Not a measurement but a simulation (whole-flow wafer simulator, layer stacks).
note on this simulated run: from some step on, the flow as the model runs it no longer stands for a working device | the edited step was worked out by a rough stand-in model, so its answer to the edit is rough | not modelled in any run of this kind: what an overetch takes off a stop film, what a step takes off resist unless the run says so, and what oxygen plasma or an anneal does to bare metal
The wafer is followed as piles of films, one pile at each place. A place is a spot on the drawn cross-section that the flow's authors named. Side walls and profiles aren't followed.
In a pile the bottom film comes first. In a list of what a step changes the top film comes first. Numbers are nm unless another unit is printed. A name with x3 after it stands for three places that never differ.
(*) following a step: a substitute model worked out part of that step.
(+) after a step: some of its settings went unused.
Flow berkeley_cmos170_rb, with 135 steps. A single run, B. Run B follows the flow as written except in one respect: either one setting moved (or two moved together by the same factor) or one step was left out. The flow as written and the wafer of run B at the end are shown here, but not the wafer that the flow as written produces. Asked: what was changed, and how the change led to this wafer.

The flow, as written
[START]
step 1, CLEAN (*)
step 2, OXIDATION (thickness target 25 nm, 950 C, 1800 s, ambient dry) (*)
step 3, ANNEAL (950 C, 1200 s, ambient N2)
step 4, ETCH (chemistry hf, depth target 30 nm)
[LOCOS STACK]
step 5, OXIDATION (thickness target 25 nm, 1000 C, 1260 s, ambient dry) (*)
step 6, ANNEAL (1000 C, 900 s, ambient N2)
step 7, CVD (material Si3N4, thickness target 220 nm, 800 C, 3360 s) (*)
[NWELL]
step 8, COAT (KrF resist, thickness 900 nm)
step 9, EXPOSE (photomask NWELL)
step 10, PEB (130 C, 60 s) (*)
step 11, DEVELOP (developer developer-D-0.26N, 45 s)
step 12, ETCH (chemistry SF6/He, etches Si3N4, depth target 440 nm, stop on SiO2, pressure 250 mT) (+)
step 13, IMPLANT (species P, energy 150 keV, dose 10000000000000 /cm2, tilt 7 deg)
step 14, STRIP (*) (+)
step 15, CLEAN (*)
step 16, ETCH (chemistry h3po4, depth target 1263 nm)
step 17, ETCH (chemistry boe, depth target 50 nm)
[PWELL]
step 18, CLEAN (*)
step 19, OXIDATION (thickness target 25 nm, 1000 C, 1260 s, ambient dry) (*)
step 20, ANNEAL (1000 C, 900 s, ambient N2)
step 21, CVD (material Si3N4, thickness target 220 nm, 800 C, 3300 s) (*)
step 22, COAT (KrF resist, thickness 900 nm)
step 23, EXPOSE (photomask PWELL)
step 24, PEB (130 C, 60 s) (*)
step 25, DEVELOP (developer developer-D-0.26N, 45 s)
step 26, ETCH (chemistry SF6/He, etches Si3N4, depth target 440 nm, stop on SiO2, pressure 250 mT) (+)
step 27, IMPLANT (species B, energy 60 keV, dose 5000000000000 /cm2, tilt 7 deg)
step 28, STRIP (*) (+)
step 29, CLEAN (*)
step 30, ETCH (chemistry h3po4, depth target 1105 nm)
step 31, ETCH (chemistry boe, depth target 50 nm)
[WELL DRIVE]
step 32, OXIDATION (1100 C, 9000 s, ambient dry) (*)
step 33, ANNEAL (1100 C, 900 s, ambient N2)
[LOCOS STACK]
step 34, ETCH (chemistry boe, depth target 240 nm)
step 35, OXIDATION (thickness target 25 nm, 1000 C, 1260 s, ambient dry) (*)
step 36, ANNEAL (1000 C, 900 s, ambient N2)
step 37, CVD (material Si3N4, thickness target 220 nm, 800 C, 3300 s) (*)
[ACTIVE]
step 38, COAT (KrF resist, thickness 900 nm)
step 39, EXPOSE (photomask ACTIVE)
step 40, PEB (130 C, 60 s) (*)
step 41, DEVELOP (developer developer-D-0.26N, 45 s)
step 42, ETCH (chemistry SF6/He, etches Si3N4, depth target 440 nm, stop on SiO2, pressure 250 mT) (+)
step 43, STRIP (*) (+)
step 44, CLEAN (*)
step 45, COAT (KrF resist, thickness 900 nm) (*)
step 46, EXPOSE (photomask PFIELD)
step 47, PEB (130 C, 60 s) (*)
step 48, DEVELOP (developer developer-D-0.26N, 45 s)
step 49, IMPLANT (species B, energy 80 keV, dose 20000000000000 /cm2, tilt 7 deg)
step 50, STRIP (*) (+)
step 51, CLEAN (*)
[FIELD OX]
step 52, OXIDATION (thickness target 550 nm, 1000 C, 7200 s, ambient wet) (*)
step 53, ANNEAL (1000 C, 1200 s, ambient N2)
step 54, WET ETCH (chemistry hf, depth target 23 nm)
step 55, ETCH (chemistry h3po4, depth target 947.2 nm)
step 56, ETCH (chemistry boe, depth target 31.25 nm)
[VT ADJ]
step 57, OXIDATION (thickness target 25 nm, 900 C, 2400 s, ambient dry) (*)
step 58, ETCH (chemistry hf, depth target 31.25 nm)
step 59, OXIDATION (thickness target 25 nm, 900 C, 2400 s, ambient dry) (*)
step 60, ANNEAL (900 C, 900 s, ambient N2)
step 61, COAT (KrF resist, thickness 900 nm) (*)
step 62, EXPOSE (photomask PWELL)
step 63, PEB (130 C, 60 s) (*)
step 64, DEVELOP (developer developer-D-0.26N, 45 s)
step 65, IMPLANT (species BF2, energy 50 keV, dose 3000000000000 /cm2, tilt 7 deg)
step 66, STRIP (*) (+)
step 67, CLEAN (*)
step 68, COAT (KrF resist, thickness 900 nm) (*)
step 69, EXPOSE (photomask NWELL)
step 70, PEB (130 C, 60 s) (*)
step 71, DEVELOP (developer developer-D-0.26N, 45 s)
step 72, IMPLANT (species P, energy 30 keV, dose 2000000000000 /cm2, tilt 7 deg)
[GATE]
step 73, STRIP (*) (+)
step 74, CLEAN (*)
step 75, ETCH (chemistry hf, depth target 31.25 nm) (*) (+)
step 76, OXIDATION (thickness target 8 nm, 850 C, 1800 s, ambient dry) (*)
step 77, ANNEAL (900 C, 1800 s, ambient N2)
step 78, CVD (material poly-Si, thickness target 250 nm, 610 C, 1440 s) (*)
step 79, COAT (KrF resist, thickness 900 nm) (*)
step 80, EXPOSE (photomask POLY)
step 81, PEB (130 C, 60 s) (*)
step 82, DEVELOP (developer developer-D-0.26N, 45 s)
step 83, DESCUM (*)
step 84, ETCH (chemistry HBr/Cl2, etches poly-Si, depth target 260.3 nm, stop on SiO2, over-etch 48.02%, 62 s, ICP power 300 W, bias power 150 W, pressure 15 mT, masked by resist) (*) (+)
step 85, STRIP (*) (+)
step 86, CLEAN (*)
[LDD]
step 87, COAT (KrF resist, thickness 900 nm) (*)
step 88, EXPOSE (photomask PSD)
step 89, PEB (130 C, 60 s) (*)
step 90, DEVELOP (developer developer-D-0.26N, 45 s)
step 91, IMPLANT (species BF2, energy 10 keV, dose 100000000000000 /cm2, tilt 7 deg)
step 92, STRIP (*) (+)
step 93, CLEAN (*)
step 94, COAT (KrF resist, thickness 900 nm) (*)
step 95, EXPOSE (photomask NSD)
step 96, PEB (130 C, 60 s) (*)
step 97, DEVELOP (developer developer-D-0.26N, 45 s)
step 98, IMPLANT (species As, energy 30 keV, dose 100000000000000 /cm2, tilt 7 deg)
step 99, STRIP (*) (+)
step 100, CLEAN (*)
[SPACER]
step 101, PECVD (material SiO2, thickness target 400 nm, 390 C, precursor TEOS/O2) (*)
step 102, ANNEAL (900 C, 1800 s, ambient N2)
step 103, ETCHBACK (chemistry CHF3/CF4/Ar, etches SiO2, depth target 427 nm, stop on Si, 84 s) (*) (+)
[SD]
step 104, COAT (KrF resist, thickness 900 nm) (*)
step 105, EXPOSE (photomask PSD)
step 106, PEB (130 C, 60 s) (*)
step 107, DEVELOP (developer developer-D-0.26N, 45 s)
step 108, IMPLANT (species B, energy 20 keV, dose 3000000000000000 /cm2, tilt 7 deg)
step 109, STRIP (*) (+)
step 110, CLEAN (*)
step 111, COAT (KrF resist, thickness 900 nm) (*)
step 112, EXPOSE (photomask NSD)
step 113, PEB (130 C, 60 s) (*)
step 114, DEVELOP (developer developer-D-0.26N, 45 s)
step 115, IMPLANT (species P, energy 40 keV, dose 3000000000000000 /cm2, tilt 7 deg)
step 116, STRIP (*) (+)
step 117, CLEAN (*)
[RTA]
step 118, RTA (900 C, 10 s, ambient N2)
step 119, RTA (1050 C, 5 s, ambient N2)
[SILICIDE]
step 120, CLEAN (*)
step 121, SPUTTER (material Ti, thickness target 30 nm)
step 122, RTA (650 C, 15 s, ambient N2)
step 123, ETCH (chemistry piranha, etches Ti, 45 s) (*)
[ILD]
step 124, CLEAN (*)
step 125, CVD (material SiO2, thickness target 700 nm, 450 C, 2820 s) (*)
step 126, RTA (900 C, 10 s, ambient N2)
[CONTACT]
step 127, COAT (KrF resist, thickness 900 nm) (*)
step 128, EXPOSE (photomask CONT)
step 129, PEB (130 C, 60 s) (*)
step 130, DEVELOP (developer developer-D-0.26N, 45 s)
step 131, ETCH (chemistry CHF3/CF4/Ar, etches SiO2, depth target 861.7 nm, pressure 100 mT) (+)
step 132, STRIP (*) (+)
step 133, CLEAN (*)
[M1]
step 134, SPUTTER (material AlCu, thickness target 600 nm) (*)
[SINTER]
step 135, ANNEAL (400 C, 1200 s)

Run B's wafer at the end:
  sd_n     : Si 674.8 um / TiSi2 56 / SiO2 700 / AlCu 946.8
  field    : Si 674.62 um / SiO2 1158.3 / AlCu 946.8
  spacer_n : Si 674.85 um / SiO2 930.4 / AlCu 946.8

What caused this: step 134, SPUTTER: thickness target 946.8 nm was run, while the flow as written has thickness target 600 nm.
One can read it off the wafer: sd_n has AlCu 946.8, and step 134 as written asks for 600 nm.

The path from the change to this, step by step:
  step 134, SPUTTER (material AlCu, thickness target 600 nm) (*)
      field, sd_n, spacer_n, gate, spacer_p, gate_p, m1: AlCu gains 946.8 (new film) (in the flow as written it would be: AlCu gains 600 (new film))
      sd_p: AlCu gains 880.9 (new film) (in the flow as written it would be: AlCu gains 545.9 (new film))
      (and at 1 other place as well)
